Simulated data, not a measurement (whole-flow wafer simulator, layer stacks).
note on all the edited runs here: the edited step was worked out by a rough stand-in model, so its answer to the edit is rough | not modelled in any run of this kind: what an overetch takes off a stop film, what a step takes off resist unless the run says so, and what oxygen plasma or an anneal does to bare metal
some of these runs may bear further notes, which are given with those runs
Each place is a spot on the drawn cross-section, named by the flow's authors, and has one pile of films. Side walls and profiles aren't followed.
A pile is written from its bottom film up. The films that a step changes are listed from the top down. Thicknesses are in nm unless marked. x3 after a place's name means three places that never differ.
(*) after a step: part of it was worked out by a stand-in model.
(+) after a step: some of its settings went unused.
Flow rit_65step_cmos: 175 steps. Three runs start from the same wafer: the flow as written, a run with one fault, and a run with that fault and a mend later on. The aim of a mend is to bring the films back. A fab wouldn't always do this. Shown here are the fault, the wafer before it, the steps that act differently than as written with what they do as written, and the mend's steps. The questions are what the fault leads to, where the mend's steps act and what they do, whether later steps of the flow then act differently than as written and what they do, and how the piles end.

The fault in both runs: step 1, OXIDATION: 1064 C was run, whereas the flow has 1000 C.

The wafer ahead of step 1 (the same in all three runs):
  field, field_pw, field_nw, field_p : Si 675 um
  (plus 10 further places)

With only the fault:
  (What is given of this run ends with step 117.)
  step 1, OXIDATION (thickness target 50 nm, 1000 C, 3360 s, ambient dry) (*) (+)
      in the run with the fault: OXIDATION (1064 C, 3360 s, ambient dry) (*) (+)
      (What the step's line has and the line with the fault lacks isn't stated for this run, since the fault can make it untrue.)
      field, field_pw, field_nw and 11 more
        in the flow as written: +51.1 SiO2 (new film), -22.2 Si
        in the run with the fault: +89.6 SiO2 (new film), -39.1 Si
  Steps later in the flow that act otherwise than as written (36 other steps are not shown; they differ only slightly, by no more than 2% or 0.5 nm, whichever is larger):
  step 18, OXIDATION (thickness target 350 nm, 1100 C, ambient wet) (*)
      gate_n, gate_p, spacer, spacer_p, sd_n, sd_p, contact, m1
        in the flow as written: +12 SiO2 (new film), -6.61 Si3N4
        in the run with the fault: +12 SiO2 (new film), -6.61 Si3N4, +0.09 SiO2
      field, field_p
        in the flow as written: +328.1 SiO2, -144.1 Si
        in the run with the fault: +301.7 SiO2, -132.6 Si
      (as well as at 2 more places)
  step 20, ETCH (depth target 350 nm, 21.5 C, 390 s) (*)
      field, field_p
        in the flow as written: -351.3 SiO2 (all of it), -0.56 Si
        in the run with the fault: -363.4 SiO2 (all of it), -0.33 Si
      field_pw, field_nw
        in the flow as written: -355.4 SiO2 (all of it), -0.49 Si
        in the run with the fault: -366.7 SiO2 (all of it), -0.27 Si
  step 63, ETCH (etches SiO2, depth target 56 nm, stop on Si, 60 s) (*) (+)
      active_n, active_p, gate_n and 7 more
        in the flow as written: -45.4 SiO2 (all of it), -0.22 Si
        in the run with the fault: -56 SiO2
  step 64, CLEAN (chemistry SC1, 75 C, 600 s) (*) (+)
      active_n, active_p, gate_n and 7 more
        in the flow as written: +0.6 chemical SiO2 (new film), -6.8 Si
        in the run with the fault: -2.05 SiO2
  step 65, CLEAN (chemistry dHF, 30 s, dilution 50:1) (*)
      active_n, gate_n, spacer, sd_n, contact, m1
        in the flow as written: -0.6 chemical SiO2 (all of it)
        in the run with the fault: -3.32 SiO2
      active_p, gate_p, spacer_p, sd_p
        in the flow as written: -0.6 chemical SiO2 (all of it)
        in the run with the fault: -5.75 SiO2
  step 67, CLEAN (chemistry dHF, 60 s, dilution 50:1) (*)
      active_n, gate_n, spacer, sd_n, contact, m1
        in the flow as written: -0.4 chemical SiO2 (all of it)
        in the run with the fault: -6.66 SiO2
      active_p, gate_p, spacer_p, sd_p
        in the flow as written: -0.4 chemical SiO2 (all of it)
        in the run with the fault: -11.3 SiO2
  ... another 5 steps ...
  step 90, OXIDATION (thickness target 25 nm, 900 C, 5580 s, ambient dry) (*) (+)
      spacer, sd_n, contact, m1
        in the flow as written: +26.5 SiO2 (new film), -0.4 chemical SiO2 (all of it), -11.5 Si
        in the run with the fault: +22.5 SiO2, -9.91 Si
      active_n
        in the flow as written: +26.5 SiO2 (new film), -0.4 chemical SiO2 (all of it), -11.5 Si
        in the run with the fault: +22.5 SiO2, -9.92 Si
  Once step 117 is done, the piles at active_n, gate_n, gate_p, spacer, sd_n, contact, m1 depart from the flow's by more than 2% or 0.5 nm, whichever is larger.
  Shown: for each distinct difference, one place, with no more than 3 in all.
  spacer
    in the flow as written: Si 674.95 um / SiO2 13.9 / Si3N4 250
    in the run with the fault: Si 674.95 um / SiO2 15.3 / Si3N4 250
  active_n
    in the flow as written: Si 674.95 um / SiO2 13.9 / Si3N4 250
    in the run with the fault: Si 674.95 um / SiO2 15.2 / Si3N4 250
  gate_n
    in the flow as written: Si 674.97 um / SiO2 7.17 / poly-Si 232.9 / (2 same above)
    in the run with the fault: Si 674.96 um / SiO2 21.1 / poly-Si 232.9 / (2 same above)

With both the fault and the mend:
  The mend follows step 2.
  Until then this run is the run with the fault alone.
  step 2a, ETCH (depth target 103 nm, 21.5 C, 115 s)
      field, field_pw, field_nw and 11 more
        -89.6 SiO2 (all of it)
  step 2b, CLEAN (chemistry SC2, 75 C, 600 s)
      field, field_pw, field_nw and 11 more
        +0.4 chemical SiO2 (new film), -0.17 Si
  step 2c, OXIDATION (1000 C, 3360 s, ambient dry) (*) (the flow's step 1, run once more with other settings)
      field, field_pw, field_nw and 11 more
        +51 SiO2 (new film), -0.4 chemical SiO2 (all of it), -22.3 Si
  Steps later in the flow that act otherwise than as written (18 other steps are not shown; they differ only slightly, by no more than 2% or 0.5 nm, whichever is larger):
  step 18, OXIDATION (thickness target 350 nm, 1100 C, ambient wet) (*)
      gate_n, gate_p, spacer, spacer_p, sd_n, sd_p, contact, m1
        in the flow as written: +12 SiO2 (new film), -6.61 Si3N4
        in the run with the mend: +12 SiO2 (new film), -6.61 Si3N4, +0.03 SiO2
  The piles end only slightly different from the flow's at the places that both follow, by no more than 2% or 0.5 nm, whichever is larger.
